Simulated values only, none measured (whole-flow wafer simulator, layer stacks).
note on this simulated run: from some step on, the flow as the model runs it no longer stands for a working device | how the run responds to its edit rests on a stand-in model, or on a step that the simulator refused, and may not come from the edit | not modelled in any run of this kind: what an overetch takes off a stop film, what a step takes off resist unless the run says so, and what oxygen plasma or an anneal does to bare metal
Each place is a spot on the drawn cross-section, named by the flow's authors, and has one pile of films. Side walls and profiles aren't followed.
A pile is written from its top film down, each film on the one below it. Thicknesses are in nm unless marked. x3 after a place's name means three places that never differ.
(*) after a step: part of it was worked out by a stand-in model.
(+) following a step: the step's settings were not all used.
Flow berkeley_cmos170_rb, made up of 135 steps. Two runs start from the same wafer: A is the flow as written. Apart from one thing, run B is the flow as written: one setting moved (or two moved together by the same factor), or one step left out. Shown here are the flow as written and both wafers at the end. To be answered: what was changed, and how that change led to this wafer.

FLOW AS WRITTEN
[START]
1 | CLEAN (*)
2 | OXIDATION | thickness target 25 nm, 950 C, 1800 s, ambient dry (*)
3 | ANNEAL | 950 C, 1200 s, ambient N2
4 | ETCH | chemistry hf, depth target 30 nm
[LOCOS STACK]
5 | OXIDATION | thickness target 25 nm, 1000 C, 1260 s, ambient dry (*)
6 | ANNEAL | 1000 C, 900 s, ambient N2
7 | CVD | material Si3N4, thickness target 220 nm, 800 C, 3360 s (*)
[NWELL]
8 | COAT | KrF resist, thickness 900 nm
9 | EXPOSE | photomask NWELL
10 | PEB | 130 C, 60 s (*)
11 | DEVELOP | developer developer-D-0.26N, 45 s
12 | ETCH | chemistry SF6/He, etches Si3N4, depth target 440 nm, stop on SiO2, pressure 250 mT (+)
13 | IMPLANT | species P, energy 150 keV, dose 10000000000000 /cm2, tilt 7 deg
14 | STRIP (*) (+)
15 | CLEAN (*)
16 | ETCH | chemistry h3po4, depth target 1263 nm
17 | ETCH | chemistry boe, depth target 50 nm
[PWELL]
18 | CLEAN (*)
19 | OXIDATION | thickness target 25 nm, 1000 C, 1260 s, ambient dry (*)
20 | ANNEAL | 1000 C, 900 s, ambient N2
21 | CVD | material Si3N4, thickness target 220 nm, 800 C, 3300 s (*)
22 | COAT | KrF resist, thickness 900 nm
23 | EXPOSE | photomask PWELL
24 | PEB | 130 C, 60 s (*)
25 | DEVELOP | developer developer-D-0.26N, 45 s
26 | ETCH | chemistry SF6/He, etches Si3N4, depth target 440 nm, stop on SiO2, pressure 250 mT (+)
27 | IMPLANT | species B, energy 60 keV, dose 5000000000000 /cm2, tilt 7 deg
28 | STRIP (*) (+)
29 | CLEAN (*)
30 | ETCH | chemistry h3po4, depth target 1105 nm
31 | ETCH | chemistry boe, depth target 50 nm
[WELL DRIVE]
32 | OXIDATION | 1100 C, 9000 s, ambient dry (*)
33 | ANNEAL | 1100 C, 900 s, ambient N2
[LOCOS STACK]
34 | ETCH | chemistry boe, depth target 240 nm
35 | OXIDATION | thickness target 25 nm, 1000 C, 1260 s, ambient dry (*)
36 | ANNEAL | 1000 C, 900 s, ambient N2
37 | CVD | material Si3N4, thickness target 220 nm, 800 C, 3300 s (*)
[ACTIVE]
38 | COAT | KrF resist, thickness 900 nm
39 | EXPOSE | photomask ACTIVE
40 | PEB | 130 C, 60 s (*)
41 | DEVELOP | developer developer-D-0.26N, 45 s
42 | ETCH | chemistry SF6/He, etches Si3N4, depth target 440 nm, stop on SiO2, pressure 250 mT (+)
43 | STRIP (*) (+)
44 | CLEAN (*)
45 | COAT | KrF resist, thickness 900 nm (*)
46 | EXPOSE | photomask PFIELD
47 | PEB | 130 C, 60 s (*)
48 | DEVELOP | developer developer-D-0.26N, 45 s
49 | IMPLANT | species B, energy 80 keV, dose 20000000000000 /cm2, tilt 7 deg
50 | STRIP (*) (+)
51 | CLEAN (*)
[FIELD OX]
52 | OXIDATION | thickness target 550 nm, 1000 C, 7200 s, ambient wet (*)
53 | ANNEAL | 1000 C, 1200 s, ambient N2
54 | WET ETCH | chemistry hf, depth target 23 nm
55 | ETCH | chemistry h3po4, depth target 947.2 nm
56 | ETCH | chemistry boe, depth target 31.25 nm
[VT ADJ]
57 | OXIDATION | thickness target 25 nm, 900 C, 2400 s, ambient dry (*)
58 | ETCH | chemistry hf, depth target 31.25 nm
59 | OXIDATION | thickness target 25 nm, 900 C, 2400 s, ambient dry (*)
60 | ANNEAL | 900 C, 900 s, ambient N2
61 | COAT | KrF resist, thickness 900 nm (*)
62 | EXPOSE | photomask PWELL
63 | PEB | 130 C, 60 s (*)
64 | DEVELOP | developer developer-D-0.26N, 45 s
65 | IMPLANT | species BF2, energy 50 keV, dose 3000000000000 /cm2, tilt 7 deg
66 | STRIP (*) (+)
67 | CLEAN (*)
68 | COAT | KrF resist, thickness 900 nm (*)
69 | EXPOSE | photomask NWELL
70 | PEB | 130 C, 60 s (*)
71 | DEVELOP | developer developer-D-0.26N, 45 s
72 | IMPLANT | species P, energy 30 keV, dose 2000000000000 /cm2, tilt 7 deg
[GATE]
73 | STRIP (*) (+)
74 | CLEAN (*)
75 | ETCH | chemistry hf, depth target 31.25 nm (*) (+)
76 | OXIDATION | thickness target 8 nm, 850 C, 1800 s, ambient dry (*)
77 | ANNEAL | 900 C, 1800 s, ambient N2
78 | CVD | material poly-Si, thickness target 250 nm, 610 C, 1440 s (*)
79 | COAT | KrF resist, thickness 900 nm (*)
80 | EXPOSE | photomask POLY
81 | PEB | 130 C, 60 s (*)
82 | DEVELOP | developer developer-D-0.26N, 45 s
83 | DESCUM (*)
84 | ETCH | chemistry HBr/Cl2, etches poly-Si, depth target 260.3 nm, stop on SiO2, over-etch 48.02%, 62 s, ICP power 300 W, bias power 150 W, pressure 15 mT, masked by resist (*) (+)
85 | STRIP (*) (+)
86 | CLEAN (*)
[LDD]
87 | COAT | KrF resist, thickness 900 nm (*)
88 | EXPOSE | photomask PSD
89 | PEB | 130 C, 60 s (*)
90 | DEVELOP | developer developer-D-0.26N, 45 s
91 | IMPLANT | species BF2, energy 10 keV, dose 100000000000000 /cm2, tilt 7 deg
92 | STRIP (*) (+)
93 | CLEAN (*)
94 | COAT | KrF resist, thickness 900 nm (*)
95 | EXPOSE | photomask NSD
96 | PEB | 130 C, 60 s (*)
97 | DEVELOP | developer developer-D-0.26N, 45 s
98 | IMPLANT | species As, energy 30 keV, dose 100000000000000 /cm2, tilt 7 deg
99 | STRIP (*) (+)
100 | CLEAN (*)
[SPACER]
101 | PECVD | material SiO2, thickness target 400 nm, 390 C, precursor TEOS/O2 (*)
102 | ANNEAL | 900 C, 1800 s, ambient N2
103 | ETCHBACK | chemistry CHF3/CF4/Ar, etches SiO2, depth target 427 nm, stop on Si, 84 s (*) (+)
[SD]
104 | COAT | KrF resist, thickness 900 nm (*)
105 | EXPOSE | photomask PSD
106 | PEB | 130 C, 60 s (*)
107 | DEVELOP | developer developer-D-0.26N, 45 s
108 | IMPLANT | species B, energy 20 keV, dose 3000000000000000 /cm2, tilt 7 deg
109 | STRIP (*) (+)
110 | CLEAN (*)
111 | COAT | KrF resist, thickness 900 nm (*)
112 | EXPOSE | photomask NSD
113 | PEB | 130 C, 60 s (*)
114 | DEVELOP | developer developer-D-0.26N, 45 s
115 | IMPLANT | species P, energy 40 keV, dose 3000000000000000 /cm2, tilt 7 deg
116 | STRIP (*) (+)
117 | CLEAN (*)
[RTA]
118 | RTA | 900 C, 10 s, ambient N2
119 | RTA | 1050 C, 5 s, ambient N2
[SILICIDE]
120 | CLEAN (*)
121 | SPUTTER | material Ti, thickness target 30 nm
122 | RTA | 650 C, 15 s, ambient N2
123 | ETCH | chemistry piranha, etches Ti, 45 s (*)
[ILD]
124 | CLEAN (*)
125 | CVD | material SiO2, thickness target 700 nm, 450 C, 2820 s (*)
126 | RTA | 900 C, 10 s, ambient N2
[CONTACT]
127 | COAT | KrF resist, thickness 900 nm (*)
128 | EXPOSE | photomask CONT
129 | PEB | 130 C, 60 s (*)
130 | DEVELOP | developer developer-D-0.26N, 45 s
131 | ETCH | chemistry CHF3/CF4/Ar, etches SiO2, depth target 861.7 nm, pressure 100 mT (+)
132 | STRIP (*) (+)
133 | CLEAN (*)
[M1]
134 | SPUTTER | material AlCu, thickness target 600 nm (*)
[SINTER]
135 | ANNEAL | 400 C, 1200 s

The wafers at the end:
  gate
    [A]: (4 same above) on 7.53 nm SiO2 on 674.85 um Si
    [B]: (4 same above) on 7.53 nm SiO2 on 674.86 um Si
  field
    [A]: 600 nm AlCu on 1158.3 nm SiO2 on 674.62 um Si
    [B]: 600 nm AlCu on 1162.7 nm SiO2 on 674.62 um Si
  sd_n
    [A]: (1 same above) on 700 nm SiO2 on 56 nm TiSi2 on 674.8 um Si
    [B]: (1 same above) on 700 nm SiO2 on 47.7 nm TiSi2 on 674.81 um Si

Cause: step 34, ETCH: depth target 178 nm was run, while the flow as written has depth target 240 nm.

The path from the change to this, step by step:
  34 | ETCH | chemistry boe, depth target 240 nm
      field, sd_n, spacer_n and 6 more: A SiO2 loses 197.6 (all of it) | B SiO2 loses 178
  35 | OXIDATION | thickness target 25 nm, 1000 C, 1260 s, ambient dry (*)
      field, sd_n, spacer_n and 6 more: A SiO2 gains 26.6 (new film), Si loses 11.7 | B SiO2 gains 20.9, Si loses 9.2
  52 | OXIDATION | thickness target 550 nm, 1000 C, 7200 s, ambient wet (*)
      gate: A SiO2 gains 12.9 (new film), Si3N4 loses 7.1, SiO2 gains 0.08, Si loses 0.08 | B SiO2 gains 12.9 (new film), Si3N4 loses 7.1
      sd_n: A SiO2 gains 12.9 (new film), Si3N4 loses 7.1, SiO2 gains 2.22, Si loses 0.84 | B SiO2 gains 12.9 (new film), Si3N4 loses 7.1, SiO2 gains 8.95, Si loses 3.71
      (also at 2 further places)
  56 | ETCH | chemistry boe, depth target 31.25 nm
      spacer_n, gate, sd_p, spacer_p, gate_p, contact: A SiO2 loses 26.6 (all of it) | B SiO2 loses 31.2
      sd_n: A SiO2 loses 28.8 (all of it) | B SiO2 loses 31.3
      (also at 1 further place)
  57 | OXIDATION | thickness target 25 nm, 900 C, 2400 s, ambient dry (*)
      spacer_n, gate, spacer_p, gate_p, contact: A SiO2 gains 15 (new film), Si loses 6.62 | B SiO2 gains 12.2, Si loses 5.37
      sd_n: A SiO2 gains 15 (new film), Si loses 6.62 | B SiO2 gains 10.5, Si loses 4.64
      (also at 2 further places)
  58 | ETCH | chemistry hf, depth target 31.25 nm
      m1: A SiO2 loses 15 (all of it) | B SiO2 loses 31.2
      spacer_n, gate, spacer_p, gate_p, contact: A SiO2 loses 15 (all of it) | B SiO2 loses 21.4 (all of it)
      (also at 2 further places)
  59 | OXIDATION | thickness target 25 nm, 900 C, 2400 s, ambient dry (*)
      m1: A SiO2 gains 15 (new film), Si loses 6.62 | B SiO2 gains 12.7, Si loses 5.59
  121 | SPUTTER | material Ti, thickness target 30 nm
      sd_n: A Ti gains 30 (new film) | B Ti gains 25.5 (new film)
  122 | RTA | 650 C, 15 s, ambient N2
      sd_n: A Ti loses 23.4, TiSi first gains 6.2 (new film), TiSi2 C49 gains 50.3 (new film), Si loses 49 | B Ti loses 19.9, TiSi2 C49 gains 50.7 (new film), Si loses 45.2
  123 | ETCH | chemistry piranha, etches Ti, 45 s (*)
      sd_n: A Ti loses 6.6 (all of it) | B Ti loses 5.62 (all of it)
  126 | RTA | 900 C, 10 s, ambient N2
      sd_n: A under 1 film: TiSi2 gains 56 (new film), TiSi first loses 6.2 (all of it), TiSi2 C49 loses 50.3 (all of it), Si loses 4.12 | B under 1 film: TiSi2 gains 47.7 (new film), TiSi2 C49 loses 50.7 (all of it)
